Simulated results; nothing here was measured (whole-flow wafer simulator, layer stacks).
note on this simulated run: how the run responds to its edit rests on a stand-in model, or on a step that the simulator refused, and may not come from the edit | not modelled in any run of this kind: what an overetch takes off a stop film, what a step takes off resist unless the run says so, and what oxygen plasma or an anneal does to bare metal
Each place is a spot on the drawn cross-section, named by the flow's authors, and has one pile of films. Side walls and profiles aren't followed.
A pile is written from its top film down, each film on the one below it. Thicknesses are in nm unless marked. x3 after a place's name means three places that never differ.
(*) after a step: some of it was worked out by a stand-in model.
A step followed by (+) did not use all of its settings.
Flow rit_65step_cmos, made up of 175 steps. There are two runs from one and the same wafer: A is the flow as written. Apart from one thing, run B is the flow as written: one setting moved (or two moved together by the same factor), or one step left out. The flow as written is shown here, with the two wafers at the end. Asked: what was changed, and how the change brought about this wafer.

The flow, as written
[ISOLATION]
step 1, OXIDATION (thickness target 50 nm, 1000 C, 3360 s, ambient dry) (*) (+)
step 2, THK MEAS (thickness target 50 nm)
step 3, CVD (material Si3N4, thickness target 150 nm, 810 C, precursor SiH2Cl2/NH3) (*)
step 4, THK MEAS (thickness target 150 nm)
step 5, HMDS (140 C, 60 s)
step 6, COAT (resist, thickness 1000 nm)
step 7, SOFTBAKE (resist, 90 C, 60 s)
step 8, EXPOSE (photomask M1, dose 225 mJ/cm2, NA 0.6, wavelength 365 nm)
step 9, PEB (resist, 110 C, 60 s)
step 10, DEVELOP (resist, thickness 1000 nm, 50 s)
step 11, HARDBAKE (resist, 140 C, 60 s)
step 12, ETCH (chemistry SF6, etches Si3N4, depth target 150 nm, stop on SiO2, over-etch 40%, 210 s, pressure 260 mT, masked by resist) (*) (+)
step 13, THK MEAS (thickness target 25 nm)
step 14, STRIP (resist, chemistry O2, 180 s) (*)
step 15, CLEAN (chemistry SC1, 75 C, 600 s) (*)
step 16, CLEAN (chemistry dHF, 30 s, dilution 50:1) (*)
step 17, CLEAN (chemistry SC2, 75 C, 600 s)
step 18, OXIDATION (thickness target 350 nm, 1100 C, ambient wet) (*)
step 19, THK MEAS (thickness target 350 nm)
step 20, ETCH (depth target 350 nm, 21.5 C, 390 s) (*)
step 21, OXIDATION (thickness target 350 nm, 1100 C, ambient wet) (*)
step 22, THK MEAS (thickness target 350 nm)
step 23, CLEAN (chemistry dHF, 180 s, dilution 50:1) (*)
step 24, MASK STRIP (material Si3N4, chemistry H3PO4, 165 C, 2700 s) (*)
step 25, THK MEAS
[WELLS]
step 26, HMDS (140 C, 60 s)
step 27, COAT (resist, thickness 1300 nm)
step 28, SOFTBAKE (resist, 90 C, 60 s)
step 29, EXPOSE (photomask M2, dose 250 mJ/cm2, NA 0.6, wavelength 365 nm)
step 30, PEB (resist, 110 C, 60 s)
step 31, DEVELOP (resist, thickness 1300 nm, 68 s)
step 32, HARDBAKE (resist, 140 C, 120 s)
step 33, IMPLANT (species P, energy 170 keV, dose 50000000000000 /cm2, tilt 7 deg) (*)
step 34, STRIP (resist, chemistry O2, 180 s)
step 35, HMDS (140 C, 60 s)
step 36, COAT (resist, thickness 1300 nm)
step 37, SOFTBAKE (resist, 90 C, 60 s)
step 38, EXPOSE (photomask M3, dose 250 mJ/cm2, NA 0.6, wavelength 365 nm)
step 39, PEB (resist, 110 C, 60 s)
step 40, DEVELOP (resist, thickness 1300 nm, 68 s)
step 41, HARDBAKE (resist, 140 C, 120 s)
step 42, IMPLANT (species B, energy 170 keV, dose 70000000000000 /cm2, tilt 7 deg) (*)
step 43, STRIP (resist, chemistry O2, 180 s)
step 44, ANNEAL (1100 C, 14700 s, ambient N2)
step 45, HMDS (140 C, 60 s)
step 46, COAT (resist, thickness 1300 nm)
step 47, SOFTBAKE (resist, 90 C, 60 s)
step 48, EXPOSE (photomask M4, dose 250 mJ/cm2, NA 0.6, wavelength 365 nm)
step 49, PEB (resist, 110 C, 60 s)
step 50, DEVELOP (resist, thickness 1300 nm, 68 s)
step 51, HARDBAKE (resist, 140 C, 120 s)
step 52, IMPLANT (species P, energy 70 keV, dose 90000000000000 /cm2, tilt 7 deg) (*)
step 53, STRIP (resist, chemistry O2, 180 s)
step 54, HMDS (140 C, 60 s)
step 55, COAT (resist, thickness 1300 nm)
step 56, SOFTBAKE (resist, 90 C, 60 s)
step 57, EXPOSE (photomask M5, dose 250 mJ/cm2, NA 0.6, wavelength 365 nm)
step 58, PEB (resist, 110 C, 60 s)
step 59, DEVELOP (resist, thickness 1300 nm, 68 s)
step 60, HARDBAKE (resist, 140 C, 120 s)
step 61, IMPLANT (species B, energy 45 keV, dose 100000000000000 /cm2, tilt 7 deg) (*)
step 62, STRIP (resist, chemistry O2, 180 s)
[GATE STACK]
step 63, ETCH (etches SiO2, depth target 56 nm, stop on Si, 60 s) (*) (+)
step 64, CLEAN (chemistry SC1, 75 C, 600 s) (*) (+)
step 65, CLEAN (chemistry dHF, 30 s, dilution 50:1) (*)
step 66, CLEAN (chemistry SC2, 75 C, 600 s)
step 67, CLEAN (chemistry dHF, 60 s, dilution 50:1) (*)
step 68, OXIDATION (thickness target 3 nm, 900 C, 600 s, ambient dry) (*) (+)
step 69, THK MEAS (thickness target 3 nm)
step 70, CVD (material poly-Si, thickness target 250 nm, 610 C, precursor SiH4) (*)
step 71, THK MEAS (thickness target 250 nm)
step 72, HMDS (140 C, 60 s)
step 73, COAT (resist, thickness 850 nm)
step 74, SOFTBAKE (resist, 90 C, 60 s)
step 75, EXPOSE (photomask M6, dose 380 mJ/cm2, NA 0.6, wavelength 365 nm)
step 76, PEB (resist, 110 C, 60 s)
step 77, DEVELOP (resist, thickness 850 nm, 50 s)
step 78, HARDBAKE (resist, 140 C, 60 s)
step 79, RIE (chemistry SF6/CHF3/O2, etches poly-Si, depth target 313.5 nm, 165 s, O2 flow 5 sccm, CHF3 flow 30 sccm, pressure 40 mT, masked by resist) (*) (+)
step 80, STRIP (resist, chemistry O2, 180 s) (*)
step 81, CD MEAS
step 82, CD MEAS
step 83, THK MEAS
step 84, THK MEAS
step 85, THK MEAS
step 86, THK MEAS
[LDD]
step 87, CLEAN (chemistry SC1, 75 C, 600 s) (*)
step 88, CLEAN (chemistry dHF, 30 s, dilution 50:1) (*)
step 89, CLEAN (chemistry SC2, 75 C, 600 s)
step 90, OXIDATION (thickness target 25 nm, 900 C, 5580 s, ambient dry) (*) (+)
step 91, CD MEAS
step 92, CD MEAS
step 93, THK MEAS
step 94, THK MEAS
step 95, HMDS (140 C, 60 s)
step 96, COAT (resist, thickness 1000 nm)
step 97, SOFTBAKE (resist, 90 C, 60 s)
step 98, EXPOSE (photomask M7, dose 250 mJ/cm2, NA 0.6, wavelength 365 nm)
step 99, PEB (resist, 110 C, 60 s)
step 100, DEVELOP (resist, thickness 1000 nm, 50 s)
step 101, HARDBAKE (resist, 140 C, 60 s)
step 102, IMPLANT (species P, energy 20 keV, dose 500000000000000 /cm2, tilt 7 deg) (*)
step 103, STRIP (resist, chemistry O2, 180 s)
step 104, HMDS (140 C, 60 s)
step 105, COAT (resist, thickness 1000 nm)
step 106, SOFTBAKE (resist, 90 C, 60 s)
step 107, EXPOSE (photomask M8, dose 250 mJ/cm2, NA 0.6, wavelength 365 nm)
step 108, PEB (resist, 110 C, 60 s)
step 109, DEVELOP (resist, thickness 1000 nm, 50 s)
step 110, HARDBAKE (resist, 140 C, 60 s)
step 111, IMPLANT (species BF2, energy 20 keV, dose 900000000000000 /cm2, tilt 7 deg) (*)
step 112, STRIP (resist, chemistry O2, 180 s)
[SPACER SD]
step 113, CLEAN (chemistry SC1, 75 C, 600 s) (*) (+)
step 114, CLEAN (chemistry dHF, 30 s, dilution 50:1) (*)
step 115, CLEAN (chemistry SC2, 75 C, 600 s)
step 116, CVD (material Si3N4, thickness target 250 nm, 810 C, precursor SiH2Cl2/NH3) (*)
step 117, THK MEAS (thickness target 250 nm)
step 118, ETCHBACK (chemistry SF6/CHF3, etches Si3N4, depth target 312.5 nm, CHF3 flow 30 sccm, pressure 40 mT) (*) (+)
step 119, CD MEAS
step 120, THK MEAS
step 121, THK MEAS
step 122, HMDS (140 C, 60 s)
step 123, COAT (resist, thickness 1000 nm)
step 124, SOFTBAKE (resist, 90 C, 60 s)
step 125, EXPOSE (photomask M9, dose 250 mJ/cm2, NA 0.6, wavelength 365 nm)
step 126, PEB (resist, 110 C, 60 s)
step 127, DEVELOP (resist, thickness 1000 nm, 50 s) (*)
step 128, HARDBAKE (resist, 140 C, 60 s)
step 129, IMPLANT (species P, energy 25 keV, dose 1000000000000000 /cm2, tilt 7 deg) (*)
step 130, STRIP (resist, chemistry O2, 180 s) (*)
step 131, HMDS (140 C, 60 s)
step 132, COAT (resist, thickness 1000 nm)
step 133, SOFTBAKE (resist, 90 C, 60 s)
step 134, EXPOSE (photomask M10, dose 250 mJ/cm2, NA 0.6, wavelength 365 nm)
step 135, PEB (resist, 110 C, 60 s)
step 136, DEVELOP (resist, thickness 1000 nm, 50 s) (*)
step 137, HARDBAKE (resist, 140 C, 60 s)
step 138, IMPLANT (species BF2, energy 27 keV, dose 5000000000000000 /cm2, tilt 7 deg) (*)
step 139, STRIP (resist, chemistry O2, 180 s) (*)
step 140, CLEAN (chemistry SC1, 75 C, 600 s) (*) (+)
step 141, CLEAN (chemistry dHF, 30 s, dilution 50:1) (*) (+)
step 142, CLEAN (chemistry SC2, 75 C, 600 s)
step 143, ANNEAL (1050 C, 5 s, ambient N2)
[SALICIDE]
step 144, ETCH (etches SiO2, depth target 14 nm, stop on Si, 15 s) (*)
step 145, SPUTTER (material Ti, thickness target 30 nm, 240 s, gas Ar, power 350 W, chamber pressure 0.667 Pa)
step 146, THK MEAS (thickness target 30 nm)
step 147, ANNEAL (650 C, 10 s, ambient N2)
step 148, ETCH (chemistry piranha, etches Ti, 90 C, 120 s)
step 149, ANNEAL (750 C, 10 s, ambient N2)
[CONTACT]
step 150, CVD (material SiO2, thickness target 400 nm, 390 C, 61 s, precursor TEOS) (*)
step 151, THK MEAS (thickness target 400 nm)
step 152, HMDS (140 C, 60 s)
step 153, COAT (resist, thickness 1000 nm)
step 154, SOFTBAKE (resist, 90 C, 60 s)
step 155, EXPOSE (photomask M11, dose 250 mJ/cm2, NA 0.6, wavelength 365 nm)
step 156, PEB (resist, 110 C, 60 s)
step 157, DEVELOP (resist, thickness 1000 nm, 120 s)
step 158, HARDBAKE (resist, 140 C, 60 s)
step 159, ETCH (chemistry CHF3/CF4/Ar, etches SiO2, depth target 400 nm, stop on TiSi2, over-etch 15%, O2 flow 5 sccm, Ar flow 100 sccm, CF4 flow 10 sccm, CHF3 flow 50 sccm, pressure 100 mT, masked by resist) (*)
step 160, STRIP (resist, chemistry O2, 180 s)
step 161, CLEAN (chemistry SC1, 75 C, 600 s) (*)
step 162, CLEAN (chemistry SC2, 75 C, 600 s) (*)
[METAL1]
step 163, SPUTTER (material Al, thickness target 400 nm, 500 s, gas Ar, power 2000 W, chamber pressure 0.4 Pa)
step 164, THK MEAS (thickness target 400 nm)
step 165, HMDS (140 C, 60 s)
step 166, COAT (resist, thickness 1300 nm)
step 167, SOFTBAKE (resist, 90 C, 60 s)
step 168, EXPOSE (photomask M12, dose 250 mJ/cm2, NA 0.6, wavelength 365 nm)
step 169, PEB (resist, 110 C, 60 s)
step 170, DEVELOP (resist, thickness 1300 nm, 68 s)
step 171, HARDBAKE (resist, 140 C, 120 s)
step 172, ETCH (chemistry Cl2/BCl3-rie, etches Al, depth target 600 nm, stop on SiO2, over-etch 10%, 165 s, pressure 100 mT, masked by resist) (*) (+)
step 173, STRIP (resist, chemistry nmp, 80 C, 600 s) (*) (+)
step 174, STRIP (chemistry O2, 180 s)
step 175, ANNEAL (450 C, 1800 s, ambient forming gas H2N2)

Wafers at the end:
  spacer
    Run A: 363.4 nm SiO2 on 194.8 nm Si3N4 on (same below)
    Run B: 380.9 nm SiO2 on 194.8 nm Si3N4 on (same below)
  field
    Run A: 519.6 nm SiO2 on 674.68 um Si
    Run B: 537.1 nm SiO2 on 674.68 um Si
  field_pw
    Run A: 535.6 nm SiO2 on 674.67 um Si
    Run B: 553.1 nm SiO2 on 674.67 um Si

The reason: step 163, SPUTTER: thickness target 540 nm was run, whereas the flow has thickness target 400 nm.

How this came from the change, step by step:
  step 163, SPUTTER (material Al, thickness target 400 nm, 500 s, gas Ar, power 2000 W, chamber pressure 0.4 Pa)
      field, field_pw, field_p, spacer, spacer_p: A +400 Al (new film) | B +540 Al (new film)
      gate_n, gate_p: A +396 Al (new film) | B +517.4 Al (new film)
      (and at 1 other place as well)
  step 172, ETCH (chemistry Cl2/BCl3-rie, etches Al, depth target 600 nm, stop on SiO2, over-etch 10%, 165 s, pressure 100 mT, masked by resist) (*) (+)
      field, field_pw, field_p, spacer, spacer_p: A -400 Al (all of it), -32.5 SiO2 | B -540 Al (all of it), -15 SiO2
      gate_n, gate_p: A -396 Al (all of it), -33 SiO2 | B -517.4 Al (all of it), -17.8 SiO2
      (and at 1 other place as well)
